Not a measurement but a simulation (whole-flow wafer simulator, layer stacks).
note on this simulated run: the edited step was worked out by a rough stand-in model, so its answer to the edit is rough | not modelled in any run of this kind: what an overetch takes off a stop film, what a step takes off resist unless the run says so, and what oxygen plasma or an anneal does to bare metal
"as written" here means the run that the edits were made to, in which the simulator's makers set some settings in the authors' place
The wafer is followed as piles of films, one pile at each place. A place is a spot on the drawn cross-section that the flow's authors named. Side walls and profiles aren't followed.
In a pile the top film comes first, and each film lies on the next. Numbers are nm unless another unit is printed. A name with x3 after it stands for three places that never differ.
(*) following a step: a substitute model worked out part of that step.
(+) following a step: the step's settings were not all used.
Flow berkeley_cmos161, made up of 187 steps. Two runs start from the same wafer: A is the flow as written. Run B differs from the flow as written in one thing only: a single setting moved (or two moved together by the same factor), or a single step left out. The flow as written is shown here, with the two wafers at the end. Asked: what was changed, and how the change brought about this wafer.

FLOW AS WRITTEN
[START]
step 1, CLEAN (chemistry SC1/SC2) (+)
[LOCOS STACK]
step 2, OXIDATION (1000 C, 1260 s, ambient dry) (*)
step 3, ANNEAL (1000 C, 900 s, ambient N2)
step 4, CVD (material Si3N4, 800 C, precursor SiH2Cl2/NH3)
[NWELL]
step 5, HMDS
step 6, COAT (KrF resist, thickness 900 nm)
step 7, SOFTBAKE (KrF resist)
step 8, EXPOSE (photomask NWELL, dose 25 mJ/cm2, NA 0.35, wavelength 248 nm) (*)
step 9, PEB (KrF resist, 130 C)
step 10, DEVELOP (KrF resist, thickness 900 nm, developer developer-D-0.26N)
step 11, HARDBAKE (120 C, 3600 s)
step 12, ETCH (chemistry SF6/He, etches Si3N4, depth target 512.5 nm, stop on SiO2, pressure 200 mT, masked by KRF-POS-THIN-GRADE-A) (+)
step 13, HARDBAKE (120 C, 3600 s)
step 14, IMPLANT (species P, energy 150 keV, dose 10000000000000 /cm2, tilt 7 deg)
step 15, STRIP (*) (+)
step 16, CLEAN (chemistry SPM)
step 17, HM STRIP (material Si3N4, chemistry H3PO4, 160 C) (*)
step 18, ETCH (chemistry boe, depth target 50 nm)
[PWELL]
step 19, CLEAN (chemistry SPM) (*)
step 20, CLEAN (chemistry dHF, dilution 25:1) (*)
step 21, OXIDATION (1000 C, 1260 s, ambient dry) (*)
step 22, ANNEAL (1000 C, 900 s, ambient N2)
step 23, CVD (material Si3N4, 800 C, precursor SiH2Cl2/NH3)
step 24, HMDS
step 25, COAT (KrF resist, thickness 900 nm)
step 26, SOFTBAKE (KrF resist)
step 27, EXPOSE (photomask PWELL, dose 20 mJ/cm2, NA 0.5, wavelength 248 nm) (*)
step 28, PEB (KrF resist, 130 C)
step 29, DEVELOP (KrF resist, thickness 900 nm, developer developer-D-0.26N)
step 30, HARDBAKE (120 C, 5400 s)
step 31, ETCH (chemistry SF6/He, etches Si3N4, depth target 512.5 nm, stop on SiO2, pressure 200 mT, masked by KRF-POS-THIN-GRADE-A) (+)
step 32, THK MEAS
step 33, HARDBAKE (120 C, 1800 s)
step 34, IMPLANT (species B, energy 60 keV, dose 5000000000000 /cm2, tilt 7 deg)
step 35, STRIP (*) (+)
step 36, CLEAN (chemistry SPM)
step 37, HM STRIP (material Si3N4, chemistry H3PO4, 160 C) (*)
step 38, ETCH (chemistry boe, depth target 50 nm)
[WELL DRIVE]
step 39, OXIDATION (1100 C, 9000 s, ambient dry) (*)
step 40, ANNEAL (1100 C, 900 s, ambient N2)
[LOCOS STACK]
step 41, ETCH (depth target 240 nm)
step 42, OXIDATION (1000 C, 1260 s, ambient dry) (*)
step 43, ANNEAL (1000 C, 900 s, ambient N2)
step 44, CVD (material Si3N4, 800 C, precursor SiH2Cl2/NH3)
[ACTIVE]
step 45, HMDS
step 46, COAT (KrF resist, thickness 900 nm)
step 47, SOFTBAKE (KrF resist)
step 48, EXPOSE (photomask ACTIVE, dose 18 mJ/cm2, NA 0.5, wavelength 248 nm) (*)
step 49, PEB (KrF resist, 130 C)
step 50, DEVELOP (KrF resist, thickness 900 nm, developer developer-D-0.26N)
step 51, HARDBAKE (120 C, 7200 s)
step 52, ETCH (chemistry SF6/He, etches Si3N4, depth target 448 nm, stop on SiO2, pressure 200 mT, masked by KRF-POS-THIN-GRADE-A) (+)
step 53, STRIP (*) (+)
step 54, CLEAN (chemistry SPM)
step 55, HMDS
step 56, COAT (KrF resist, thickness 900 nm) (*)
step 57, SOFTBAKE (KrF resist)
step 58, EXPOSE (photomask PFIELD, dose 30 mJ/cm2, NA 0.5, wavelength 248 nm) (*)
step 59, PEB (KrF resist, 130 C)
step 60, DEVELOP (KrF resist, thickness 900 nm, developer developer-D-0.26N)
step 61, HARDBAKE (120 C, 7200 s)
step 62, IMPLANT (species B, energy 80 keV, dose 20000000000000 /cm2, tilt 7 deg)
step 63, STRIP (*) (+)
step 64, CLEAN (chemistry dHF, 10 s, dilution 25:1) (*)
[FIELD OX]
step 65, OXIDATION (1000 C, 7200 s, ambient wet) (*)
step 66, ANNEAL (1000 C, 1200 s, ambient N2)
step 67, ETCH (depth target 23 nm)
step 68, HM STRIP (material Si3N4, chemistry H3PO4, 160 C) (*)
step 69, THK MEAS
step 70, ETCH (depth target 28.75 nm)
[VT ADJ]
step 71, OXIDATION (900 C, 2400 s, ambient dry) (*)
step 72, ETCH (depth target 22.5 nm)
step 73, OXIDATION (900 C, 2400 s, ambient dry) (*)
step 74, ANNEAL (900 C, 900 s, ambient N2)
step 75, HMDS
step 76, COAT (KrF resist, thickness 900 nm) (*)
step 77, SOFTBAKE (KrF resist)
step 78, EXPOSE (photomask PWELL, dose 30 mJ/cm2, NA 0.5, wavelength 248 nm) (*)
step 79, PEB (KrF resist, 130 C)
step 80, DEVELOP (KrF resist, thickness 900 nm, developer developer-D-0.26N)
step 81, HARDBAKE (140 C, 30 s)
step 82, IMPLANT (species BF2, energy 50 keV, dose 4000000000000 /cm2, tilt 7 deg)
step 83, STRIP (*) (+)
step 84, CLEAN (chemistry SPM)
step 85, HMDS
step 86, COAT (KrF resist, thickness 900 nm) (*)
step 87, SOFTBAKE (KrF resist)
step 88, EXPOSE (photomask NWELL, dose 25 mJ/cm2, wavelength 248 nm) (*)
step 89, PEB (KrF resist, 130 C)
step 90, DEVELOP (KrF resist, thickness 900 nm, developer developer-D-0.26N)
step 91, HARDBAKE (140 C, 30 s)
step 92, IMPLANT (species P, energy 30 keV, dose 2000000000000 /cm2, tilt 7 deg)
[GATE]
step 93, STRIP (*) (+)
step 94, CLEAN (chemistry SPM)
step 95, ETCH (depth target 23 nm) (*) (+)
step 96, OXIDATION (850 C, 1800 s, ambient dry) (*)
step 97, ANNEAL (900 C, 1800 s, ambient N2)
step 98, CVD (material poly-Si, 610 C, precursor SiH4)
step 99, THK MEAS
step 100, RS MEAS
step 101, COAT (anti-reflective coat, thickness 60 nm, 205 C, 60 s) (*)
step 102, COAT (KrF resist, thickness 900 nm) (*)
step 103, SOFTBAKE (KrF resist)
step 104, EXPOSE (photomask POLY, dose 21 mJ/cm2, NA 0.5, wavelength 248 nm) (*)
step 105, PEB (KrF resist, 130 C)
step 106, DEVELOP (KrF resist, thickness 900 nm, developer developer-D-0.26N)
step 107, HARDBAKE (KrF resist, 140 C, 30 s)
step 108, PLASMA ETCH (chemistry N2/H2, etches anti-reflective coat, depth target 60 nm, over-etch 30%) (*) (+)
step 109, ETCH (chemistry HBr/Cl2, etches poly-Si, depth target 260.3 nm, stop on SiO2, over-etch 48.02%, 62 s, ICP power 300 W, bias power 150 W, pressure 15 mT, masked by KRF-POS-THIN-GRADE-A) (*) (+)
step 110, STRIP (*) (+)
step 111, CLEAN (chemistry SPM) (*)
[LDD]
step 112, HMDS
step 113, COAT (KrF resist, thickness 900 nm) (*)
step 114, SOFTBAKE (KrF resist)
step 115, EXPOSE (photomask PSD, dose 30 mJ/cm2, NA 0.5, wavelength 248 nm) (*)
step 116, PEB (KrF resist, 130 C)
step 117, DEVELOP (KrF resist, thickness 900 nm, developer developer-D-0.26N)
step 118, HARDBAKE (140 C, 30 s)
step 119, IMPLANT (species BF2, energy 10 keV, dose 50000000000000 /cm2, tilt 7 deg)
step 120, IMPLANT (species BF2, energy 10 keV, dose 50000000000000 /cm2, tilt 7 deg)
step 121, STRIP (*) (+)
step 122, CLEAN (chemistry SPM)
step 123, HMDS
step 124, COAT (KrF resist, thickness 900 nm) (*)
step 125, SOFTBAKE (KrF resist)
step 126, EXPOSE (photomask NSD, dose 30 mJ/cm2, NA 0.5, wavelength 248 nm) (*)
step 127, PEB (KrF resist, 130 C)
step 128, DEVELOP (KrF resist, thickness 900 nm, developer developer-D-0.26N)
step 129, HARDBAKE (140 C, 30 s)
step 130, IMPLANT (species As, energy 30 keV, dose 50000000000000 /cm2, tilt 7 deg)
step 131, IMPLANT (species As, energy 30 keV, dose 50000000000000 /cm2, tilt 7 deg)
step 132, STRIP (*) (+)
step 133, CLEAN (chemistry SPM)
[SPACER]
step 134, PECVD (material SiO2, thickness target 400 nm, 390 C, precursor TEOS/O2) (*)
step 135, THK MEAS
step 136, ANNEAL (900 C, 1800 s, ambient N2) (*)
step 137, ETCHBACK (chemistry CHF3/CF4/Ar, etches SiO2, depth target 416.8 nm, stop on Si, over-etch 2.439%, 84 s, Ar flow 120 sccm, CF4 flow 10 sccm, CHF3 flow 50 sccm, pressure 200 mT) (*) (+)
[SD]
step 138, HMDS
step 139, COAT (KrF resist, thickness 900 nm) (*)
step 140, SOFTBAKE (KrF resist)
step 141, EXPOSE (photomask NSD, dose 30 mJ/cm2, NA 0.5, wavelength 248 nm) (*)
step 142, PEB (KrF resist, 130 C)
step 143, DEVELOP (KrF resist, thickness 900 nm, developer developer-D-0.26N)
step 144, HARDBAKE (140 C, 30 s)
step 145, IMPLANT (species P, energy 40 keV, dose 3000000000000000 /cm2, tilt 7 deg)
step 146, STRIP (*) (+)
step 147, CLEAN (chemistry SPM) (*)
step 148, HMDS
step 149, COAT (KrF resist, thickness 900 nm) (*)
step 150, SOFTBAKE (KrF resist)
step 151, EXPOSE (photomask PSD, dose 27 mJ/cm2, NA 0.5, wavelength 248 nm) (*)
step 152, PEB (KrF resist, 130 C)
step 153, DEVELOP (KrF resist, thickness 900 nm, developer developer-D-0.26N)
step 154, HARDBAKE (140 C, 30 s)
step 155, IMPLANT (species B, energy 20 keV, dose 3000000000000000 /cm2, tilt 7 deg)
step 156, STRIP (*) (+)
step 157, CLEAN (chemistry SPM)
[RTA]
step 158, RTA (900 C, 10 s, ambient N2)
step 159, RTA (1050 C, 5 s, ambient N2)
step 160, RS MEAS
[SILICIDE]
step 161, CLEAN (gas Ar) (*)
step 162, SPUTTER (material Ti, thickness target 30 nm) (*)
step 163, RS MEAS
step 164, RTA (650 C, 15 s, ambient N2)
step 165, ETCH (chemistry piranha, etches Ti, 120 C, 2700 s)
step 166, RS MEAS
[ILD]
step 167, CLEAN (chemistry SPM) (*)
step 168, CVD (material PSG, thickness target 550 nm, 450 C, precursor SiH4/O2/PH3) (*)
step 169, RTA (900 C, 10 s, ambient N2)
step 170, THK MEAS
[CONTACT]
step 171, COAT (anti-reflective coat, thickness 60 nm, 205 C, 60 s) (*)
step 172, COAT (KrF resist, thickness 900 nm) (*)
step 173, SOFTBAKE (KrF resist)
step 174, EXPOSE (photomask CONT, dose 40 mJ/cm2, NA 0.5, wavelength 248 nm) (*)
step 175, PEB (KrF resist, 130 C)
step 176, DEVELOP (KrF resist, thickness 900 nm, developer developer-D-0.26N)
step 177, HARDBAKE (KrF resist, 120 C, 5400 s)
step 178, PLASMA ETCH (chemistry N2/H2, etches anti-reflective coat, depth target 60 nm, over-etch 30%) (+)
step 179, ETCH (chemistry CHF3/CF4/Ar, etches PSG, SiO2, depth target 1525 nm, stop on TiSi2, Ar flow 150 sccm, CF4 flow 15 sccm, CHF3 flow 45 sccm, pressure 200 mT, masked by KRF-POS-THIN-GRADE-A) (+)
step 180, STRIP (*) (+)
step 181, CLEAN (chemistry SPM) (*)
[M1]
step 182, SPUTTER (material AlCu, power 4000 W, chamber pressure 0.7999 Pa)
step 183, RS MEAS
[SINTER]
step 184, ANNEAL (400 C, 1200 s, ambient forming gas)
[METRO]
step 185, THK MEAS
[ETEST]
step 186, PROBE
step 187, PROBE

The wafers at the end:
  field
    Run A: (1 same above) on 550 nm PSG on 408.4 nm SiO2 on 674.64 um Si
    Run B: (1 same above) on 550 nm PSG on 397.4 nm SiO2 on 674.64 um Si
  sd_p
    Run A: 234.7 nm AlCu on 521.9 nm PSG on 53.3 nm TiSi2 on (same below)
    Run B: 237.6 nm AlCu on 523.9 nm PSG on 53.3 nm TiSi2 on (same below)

Cause: step 95, ETCH: depth target 34 nm was run, whereas the flow has depth target 23 nm.

How this came from the change, step by step:
  step 95, ETCH (depth target 23 nm) (*) (+)
      field: A SiO2 loses 23 | B SiO2 loses 34
  step 101, COAT (anti-reflective coat, thickness 60 nm, 205 C, 60 s) (*)
      sd_n: A anti-reflective coat gains 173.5 (new film) | B anti-reflective coat gains 165.8 (new film)
      spacer_n: A anti-reflective coat gains 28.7 (new film) | B anti-reflective coat gains 30.9 (new film)
      (and at 4 other places as well)
  step 108, PLASMA ETCH (chemistry N2/H2, etches anti-reflective coat, depth target 60 nm, over-etch 30%) (*) (+)
      sd_n: A anti-reflective coat loses 173.5 (all of it), poly-Si loses 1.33 | B anti-reflective coat loses 165.8 (all of it), poly-Si loses 1.28
      spacer_n: A anti-reflective coat loses 28.7 (all of it), poly-Si loses 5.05 | B anti-reflective coat loses 30.9 (all of it), poly-Si loses 4.74
      (and at 2 other places as well)
  step 110, STRIP (*) (+)
      gate_n: A chemical SiO2 gains 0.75 (new film), KrF resist loses 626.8 (all of it), anti-reflective coat loses 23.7 (all of it), poly-Si loses 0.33 | B chemical SiO2 gains 0.75 (new film), KrF resist loses 619.8 (all of it), anti-reflective coat loses 25.9 (all of it), poly-Si loses 0.33
      gate_p: A chemical SiO2 gains 0.75 (new film), KrF resist loses 598.2 (all of it), anti-reflective coat loses 27.9 (all of it), poly-Si loses 0.33 | B chemical SiO2 gains 0.75 (new film), KrF resist loses 593.8 (all of it), anti-reflective coat loses 29.2 (all of it), poly-Si loses 0.33
  step 171, COAT (anti-reflective coat, thickness 60 nm, 205 C, 60 s) (*)
      sd_n: A anti-reflective coat gains 149.7 (new film) | B anti-reflective coat gains 140.9 (new film)
      m1: A anti-reflective coat gains 97.8 (new film) | B anti-reflective coat gains 95.2 (new film)
  step 180, STRIP (*) (+)
      sd_n: A KrF resist loses 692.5 (all of it), anti-reflective coat loses 149.7 (all of it) | B KrF resist loses 694.1 (all of it), anti-reflective coat loses 140.9 (all of it)
      m1: A KrF resist loses 739.9 (all of it), anti-reflective coat loses 97.8 (all of it) | B KrF resist loses 735.8 (all of it), anti-reflective coat loses 95.2 (all of it)
